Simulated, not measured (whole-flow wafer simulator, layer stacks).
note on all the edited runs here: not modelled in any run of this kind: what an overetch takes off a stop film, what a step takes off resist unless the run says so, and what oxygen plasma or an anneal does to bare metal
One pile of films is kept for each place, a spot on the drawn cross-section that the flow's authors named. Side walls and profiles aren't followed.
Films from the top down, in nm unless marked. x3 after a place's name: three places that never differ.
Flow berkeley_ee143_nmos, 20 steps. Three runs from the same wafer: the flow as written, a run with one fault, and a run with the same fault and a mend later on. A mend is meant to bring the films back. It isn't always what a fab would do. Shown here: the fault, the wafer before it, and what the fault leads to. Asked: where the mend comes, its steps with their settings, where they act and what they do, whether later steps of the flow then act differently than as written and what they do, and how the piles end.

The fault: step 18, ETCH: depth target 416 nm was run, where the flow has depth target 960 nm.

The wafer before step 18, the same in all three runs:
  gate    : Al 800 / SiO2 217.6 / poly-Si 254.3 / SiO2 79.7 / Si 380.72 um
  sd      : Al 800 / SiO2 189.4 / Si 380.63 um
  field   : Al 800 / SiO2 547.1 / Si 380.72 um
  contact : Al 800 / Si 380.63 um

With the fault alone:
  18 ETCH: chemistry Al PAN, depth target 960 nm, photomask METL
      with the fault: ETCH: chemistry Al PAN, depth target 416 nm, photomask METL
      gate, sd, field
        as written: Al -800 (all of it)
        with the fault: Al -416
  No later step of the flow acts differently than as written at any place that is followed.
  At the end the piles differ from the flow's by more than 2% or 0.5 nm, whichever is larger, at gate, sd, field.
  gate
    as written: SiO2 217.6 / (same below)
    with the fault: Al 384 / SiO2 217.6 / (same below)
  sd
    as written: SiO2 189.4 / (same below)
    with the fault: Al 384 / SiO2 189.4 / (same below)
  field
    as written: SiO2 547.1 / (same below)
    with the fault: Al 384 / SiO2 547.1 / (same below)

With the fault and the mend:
  The mend comes after step 18.
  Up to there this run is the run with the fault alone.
  18a ETCH: chemistry Al PAN, depth target 544 nm, photomask METL (the flow's step 18 once more, with other settings)
      gate, sd, field
        Al -384 (all of it)
  No later step of the flow acts differently than as written at any place that is followed.
  At the end the piles are the same as the flow's at every place that both follow.
